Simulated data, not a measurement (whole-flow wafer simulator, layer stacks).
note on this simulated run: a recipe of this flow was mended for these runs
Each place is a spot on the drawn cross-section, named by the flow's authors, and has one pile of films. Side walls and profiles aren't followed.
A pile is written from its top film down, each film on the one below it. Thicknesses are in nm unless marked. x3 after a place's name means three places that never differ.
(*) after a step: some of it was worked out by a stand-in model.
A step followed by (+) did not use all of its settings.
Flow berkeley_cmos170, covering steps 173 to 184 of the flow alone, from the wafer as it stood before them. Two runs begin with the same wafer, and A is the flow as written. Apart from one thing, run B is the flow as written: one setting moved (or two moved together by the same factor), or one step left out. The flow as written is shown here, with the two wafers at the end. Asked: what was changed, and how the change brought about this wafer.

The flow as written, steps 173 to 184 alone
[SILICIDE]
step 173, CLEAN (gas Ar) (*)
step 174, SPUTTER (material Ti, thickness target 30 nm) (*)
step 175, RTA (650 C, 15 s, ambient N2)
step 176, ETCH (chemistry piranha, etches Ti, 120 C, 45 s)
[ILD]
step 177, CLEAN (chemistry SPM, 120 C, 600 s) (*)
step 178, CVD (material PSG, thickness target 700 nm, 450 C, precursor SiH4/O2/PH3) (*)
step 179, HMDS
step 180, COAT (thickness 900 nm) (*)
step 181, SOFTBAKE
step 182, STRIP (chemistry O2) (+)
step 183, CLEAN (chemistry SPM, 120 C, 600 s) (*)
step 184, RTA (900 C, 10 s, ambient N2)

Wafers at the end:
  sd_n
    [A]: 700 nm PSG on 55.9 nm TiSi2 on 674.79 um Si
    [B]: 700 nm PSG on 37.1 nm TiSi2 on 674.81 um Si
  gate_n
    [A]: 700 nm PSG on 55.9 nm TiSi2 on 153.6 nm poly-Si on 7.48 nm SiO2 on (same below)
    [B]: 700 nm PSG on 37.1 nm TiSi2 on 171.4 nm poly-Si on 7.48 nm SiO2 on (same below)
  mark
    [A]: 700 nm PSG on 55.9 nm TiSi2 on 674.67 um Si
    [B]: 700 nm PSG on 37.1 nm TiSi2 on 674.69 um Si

What caused this: step 175, RTA: 3 s was run, while the flow as written has 15 s.

Step by step, how the change led to this:
  step 175, RTA (650 C, 15 s, ambient N2)
      mark, sd_n, sd_p, contact, m1, via1, m2, via2: A Ti loses 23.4, TiSi first gains 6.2 (new film), TiSi2 C49 gains 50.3 (new film), Si loses 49 | B Ti loses 15.6, TiSi first gains 16.9 (new film), TiSi2 C49 gains 14.4 (new film), Si loses 24.1
      gate_n, gate_p: A Ti loses 23.4, TiSi first gains 6.2 (new film), TiSi2 C49 gains 50.3 (new film), poly-Si loses 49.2 | B Ti loses 15.6, TiSi first gains 16.9 (new film), TiSi2 C49 gains 14.4 (new film), poly-Si loses 24.2
  step 176, ETCH (chemistry piranha, etches Ti, 120 C, 45 s)
      mark, sd_n, gate_n and 7 more: A Ti loses 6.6 (all of it), TiSi first loses 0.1 | B Ti loses 14.4 (all of it), TiSi first loses 0.1
  step 184, RTA (900 C, 10 s, ambient N2)
      mark, sd_n, sd_p, contact, m1, via1, m2, via2: A under 1 film: TiSi2 gains 55.9 (new film), TiSi first loses 6.09 (all of it), TiSi2 C49 loses 50.3 (all of it), Si loses 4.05 | B under 1 film: TiSi2 gains 37.1 (new film), TiSi first loses 16.8 (all of it), TiSi2 C49 loses 14.4 (all of it), Si loses 11.2
      gate_n, gate_p: A under 1 film: TiSi2 gains 55.9 (new film), TiSi first loses 6.09 (all of it), TiSi2 C49 loses 50.3 (all of it), poly-Si loses 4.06 | B under 1 film: TiSi2 gains 37.1 (new film), TiSi first loses 16.8 (all of it), TiSi2 C49 loses 14.4 (all of it), poly-Si loses 11.2
